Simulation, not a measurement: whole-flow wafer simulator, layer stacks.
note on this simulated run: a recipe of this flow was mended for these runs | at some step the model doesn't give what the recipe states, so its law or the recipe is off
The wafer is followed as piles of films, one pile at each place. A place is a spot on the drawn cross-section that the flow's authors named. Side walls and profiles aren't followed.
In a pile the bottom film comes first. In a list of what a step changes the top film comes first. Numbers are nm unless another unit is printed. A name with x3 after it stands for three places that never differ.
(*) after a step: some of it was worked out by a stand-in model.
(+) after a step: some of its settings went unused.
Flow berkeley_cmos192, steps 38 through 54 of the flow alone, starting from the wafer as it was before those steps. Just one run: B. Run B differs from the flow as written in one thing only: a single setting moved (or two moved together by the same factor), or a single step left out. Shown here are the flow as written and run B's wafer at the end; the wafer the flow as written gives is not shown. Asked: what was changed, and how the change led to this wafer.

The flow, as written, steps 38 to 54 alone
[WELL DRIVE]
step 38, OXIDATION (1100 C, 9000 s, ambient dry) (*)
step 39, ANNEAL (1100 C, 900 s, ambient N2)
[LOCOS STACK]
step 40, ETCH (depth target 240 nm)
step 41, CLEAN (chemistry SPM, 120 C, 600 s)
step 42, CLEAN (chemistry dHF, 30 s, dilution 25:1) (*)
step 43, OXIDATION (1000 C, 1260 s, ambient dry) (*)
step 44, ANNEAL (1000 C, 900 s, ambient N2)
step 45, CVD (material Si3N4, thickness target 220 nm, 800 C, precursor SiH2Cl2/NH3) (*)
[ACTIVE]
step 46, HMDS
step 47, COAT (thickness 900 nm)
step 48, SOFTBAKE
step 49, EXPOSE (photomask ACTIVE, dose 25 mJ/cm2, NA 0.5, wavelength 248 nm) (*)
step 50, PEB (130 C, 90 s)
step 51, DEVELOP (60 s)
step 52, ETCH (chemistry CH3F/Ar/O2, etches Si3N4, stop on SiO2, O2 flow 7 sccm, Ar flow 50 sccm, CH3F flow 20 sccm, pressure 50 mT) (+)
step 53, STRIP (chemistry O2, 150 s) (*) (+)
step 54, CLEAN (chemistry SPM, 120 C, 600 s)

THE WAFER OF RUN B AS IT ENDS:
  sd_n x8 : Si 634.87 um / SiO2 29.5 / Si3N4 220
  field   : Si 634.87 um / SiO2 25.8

What caused this: step 40, ETCH: depth target 187 nm was run, while the flow as written has depth target 240 nm.

How this came from the change, step by step:
  step 40, ETCH (depth target 240 nm)
      field, sd_n x8: SiO2 loses 187 (in the flow as written it would be: SiO2 loses 197.6 (all of it))
  step 41, CLEAN (chemistry SPM, 120 C, 600 s)
      field, sd_n x8: nothing (in the flow as written it would be: chemical SiO2 gains 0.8 (new film), Si loses 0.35)
  step 42, CLEAN (chemistry dHF, 30 s, dilution 25:1) (*)
      field, sd_n x8: SiO2 loses 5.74 (in the flow as written it would be: chemical SiO2 loses 0.8 (all of it))
  step 43, OXIDATION (1000 C, 1260 s, ambient dry) (*)
      field, sd_n x8: SiO2 gains 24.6, Si loses 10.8 (in the flow as written it would be: SiO2 gains 26.6 (new film), Si loses 11.7)
